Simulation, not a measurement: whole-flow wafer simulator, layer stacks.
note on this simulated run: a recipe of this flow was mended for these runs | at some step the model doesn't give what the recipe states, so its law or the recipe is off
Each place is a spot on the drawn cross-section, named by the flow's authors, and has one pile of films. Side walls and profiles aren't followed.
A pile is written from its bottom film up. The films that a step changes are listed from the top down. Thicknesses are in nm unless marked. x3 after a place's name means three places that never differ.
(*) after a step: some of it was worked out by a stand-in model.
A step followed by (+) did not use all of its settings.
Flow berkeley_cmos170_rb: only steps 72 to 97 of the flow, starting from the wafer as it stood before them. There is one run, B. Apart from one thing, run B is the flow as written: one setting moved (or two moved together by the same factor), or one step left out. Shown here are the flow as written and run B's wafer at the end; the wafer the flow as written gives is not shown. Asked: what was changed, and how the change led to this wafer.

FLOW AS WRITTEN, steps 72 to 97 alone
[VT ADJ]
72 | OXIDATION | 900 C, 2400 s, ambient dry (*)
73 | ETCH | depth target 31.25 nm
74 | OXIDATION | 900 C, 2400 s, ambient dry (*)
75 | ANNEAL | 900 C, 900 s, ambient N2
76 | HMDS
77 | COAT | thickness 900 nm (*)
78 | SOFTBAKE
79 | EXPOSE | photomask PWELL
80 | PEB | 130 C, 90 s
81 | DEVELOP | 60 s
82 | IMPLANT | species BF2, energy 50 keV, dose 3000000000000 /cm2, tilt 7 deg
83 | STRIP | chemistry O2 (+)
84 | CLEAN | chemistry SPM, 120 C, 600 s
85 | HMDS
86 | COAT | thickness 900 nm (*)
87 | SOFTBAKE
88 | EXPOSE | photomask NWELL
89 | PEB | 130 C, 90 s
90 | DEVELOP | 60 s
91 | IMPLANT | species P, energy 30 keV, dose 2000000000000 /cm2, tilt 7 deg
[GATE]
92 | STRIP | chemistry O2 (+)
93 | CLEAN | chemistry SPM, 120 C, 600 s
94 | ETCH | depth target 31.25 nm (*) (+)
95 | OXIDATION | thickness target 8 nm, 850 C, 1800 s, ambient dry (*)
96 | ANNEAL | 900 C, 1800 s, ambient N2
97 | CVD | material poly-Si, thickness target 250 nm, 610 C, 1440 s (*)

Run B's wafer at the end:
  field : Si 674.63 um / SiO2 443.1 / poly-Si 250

Cause: step 73, ETCH: depth target 20 nm was run, whereas the flow has depth target 31.25 nm.

Step by step, how the change led to this:
  73 | ETCH | depth target 31.25 nm
      field: SiO2 loses 20 (it would be, as written: SiO2 loses 31.2)
